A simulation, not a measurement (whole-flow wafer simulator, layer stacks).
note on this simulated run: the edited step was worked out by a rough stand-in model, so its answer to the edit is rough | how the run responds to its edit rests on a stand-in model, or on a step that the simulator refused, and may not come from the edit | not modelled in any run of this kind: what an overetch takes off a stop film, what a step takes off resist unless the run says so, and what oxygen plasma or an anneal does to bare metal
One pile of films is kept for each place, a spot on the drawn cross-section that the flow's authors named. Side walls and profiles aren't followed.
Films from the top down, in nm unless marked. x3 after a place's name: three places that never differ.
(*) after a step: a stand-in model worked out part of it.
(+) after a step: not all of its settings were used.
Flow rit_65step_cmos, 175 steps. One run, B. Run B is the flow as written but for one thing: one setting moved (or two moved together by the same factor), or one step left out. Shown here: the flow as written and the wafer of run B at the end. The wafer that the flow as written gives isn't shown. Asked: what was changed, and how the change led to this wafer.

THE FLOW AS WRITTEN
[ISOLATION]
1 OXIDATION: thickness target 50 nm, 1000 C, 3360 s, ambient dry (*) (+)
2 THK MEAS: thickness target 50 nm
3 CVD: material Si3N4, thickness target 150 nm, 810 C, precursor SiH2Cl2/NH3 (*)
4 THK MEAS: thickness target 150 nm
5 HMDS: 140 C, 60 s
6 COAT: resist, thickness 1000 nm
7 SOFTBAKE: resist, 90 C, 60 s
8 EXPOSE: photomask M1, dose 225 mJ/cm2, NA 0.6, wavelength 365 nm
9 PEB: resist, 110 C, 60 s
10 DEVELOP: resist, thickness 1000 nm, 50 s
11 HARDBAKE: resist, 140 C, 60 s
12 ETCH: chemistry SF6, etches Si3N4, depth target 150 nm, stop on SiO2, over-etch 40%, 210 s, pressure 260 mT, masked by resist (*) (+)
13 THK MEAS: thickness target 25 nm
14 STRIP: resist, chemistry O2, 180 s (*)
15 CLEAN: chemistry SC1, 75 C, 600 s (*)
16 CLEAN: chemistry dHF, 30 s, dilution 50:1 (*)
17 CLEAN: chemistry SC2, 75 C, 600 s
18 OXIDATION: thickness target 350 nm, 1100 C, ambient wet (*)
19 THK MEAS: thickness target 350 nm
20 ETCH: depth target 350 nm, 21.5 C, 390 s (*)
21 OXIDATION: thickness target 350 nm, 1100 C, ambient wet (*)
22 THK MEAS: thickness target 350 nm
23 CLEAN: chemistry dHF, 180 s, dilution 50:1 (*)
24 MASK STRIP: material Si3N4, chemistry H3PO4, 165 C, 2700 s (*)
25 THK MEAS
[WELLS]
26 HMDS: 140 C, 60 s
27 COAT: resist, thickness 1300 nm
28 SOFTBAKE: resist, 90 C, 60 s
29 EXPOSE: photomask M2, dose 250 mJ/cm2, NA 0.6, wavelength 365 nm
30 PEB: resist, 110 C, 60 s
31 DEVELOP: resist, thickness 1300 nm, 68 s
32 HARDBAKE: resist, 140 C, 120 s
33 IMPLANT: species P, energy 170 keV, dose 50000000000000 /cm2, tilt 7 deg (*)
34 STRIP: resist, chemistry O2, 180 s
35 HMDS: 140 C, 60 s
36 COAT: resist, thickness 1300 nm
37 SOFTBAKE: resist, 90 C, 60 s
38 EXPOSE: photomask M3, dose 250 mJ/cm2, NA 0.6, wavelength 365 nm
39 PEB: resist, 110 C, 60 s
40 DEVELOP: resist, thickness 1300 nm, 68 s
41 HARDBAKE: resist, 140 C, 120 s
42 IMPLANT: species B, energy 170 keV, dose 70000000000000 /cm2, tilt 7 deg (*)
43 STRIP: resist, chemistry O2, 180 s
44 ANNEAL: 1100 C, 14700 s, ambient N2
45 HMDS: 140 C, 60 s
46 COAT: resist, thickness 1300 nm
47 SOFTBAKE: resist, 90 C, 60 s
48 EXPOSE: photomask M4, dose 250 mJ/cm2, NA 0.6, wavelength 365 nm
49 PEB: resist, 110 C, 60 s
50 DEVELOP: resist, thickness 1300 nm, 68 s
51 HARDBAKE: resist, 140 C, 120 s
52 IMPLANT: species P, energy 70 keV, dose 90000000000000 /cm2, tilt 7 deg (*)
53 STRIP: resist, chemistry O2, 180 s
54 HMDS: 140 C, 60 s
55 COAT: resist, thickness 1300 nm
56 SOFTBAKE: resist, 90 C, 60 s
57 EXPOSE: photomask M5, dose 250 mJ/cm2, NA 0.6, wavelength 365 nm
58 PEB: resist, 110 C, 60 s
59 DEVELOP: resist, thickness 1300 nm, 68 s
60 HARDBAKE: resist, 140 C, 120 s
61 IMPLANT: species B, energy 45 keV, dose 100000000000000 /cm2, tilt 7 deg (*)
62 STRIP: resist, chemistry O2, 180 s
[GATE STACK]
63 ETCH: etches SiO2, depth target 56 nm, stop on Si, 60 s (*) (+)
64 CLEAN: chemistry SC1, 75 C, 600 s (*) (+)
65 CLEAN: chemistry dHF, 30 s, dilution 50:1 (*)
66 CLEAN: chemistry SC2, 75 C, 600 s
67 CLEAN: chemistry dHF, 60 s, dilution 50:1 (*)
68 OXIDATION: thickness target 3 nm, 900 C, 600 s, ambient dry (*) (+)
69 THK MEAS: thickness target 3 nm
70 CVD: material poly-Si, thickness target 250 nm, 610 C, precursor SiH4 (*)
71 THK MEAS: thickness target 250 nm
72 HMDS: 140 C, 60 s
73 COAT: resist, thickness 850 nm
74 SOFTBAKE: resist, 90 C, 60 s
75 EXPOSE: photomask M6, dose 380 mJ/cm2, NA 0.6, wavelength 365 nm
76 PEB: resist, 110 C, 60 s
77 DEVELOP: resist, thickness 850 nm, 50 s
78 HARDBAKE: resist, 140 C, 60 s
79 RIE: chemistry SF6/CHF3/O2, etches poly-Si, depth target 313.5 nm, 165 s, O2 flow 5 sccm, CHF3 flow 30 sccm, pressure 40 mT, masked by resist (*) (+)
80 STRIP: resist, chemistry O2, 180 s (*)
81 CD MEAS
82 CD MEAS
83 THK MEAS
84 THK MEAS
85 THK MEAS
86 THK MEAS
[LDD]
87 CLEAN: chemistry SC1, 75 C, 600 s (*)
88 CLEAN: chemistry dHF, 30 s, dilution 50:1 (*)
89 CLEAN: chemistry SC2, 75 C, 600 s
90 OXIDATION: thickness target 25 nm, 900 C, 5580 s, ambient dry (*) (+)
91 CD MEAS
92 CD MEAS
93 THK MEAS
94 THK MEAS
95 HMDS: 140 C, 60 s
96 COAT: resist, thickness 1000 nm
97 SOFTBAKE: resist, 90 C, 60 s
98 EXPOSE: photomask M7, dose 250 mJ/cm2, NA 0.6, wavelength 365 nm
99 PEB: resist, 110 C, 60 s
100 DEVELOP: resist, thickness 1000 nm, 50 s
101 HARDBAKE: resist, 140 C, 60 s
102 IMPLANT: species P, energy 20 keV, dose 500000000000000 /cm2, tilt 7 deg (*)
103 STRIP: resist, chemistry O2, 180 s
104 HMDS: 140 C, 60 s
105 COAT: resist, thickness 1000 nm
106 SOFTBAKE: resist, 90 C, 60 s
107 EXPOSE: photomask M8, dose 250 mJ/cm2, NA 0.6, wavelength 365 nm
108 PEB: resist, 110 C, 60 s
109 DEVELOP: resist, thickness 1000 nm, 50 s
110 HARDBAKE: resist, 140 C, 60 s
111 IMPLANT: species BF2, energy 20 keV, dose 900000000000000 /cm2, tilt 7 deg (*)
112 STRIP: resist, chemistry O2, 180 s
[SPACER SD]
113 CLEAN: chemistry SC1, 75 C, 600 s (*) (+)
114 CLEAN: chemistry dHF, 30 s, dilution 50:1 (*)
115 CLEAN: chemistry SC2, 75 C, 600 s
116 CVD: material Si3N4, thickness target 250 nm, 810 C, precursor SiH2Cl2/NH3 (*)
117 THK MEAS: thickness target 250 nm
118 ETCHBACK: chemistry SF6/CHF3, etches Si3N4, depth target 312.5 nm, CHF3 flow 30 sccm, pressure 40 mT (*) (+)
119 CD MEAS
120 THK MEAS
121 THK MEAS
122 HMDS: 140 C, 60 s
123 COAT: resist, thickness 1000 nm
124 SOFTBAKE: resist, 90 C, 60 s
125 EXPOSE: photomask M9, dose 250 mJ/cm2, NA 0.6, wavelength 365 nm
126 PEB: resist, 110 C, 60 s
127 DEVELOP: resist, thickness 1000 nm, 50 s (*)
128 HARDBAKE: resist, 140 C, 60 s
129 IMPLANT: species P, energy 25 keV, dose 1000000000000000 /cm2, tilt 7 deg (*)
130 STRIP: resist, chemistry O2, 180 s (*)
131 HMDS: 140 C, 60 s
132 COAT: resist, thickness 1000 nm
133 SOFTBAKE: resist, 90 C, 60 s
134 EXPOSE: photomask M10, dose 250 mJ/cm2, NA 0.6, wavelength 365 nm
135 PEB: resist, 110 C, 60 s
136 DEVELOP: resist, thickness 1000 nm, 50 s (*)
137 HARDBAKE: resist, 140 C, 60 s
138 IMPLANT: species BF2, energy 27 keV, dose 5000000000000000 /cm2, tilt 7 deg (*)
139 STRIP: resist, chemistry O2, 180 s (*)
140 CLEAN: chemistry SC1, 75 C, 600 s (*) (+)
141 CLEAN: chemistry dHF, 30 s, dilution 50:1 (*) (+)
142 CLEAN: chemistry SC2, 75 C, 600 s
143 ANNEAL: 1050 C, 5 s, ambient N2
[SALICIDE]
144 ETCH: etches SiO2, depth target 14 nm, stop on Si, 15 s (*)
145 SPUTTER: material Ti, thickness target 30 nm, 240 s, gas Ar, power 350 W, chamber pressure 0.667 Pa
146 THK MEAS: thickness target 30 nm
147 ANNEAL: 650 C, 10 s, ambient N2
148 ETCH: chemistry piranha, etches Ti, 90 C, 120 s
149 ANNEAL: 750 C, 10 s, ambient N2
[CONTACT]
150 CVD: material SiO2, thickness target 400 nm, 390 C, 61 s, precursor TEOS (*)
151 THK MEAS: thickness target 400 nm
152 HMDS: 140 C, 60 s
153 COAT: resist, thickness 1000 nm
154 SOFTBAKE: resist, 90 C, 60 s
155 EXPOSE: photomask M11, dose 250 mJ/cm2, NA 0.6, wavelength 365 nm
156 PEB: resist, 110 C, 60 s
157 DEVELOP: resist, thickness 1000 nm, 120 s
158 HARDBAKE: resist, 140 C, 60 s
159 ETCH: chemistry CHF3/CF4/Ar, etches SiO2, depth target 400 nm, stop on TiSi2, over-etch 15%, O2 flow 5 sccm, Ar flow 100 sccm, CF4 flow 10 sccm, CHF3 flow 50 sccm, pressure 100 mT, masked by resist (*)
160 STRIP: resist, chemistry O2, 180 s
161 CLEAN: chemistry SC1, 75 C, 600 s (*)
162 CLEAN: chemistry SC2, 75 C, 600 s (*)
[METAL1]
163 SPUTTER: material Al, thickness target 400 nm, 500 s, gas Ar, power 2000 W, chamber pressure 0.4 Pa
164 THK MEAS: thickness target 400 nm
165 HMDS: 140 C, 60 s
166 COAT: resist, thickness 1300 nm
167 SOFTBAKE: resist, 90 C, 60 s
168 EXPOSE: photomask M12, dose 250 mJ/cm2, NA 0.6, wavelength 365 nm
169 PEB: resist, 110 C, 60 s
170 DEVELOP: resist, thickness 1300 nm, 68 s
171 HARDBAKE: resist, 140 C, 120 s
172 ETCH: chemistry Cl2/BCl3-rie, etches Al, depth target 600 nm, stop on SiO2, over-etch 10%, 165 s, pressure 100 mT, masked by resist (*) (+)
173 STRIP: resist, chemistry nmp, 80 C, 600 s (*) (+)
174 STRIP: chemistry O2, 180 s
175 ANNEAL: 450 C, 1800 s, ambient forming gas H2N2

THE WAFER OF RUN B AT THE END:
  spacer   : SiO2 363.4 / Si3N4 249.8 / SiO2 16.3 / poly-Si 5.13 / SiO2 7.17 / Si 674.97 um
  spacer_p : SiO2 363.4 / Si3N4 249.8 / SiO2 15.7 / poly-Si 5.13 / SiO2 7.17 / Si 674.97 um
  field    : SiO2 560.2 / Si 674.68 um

The cause: step 70, CVD: 627 C was run, where the flow has 610 C.

How the change led to this, step by step:
  70 CVD: material poly-Si, thickness target 250 nm, 610 C, precursor SiH4 (*)
      field, field_pw, field_nw and 11 more: poly-Si +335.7 (new film) (as written it would be: poly-Si +250 (new film))
  79 RIE: chemistry SF6/CHF3/O2, etches poly-Si, depth target 313.5 nm, 165 s, O2 flow 5 sccm, CHF3 flow 30 sccm, pressure 40 mT, masked by resist (*) (+)
      active_n, active_p, spacer, spacer_p, sd_n, sd_p, contact, m1: poly-Si -313.5 (as written it would be: poly-Si -250 (all of it), SiO2 -7.17 (all of it))
      field, field_pw, field_nw, field_p: poly-Si -313.5 (as written it would be: poly-Si -250 (all of it), SiO2 -10.9)
  80 STRIP: resist, chemistry O2, 180 s (*)
      active_n, active_p, spacer, spacer_p, sd_n, sd_p, contact, m1: chemical SiO2 +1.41 (new film), poly-Si -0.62 (as written it would be: chemical SiO2 +1.41 (new film), Si -0.62)
      field, field_pw, field_nw, field_p: chemical SiO2 +1.41 (new film), poly-Si -0.62 (as written it would be: nothing)
  87 CLEAN: chemistry SC1, 75 C, 600 s (*)
      active_n, active_p, spacer, spacer_p, sd_n, sd_p, contact, m1: chemical SiO2 -0.81, poly-Si -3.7 (as written it would be: chemical SiO2 -0.81, Si -3.7)
      field, field_pw, field_nw, field_p: chemical SiO2 -0.81, poly-Si -3.7 (as written it would be: SiO2 -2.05)
  88 CLEAN: chemistry dHF, 30 s, dilution 50:1 (*)
      field, field_pw, field_nw, field_p: chemical SiO2 -0.6 (all of it) (as written it would be: SiO2 -2.78)
  90 OXIDATION: thickness target 25 nm, 900 C, 5580 s, ambient dry (*) (+)
      active_n, active_p, spacer, spacer_p, sd_n, sd_p, contact, m1: SiO2 +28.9 (new film), chemical SiO2 -0.4 (all of it), poly-Si -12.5 (as written it would be: SiO2 +26.5 (new film), chemical SiO2 -0.4 (all of it), Si -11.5)
      field, field_pw: SiO2 +28.9 (new film), chemical SiO2 -0.4 (all of it), poly-Si -12.5 (as written it would be: SiO2 +6.57, Si -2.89)
      (and at 2 more places)
  96 COAT: resist, thickness 1000 nm
      gate_n, gate_p: resist +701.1 (new film) (as written it would be: resist +750.6 (new film))
  99 PEB: resist, 110 C, 60 s
      gate_n, gate_p: resist -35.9 (as written it would be: resist -38.6)
  100 DEVELOP: resist, thickness 1000 nm, 50 s
      gate_n: resist -665.2 (all of it) (as written it would be: resist -712.1 (all of it))
  101 HARDBAKE: resist, 140 C, 60 s
      gate_p: resist -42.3 (as written it would be: resist -45.8)
  103 STRIP: resist, chemistry O2, 180 s
      gate_p: resist -622.9 (all of it) (as written it would be: resist -666.3 (all of it))
  105 COAT: resist, thickness 1000 nm
      gate_n, gate_p: resist +701.1 (new film) (as written it would be: resist +750.6 (new film))
  108 PEB: resist, 110 C, 60 s
      gate_n, gate_p: resist -35.9 (as written it would be: resist -38.6)
  109 DEVELOP: resist, thickness 1000 nm, 50 s
      gate_p: resist -665.2 (all of it) (as written it would be: resist -712.1 (all of it))
  110 HARDBAKE: resist, 140 C, 60 s
      gate_n: resist -42.3 (as written it would be: resist -45.8)
  112 STRIP: resist, chemistry O2, 180 s
      gate_n: resist -622.9 (all of it) (as written it would be: resist -666.3 (all of it))
  ... 17 more steps ...
  170 DEVELOP: resist, thickness 1300 nm, 68 s
      gate_n: resist -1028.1 (all of it) (as written it would be: resist -1072.6 (all of it))
      gate_p: resist -1031.8 (all of it) (as written it would be: resist -1076.3 (all of it))
      (and at 2 more places)
